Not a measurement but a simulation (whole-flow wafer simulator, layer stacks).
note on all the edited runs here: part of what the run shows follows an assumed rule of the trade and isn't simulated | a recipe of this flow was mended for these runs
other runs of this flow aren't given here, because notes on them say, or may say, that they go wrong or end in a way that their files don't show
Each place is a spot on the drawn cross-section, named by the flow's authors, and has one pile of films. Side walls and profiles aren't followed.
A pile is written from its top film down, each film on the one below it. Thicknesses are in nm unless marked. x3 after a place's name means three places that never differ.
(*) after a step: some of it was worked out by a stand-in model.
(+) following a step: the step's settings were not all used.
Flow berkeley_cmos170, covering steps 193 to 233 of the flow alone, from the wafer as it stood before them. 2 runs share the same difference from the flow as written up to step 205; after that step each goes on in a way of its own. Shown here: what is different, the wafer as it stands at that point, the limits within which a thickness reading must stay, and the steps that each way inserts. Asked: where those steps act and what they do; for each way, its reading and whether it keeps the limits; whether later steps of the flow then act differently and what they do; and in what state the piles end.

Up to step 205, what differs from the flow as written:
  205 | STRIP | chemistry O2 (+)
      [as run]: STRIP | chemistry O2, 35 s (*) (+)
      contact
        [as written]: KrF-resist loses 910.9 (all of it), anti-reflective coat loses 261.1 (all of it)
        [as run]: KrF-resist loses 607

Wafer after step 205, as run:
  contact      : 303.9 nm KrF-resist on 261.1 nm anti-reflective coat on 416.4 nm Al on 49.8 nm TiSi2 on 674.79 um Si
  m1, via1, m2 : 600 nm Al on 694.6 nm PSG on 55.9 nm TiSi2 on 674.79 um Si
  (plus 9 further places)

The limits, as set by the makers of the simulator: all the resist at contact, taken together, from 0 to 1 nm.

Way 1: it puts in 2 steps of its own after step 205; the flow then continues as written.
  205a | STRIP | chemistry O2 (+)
      contact
        KrF-resist loses 303.9 (all of it), anti-reflective coat loses 261.1 (all of it)
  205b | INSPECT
      alters no film at any place that is followed
  Reading after step 205b: 0 nm, inside the limits.
  Later steps of the flow that are run all act as written at every place that is followed.
  By the end, the piles equal the flow's at every place that both follow.

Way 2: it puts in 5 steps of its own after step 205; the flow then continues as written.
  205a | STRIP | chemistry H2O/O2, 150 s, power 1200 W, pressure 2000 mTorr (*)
      contact
        KrF-resist loses 303.9 (all of it), anti-reflective coat loses 261.1 (all of it)
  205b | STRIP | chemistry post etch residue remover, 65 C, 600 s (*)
      contact, m1, via1, m2, via2
        Al loses 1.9
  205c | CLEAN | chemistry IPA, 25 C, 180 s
      alters no film at any place that is followed
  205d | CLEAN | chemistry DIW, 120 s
      alters no film at any place that is followed
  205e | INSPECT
      alters no film at any place that is followed
  Reading after step 205e: 0 nm, inside the limits.
  Later steps of the flow that are run all act as written at every place that is followed, up to a difference of at most 2% or 0.5 nm, whichever is larger.
  When the end is reached, the piles differ only a little from the flow's at the places that both follow, at most by 2% or 0.5 nm, whichever is larger.

The limits are kept by: way 1, way 2.
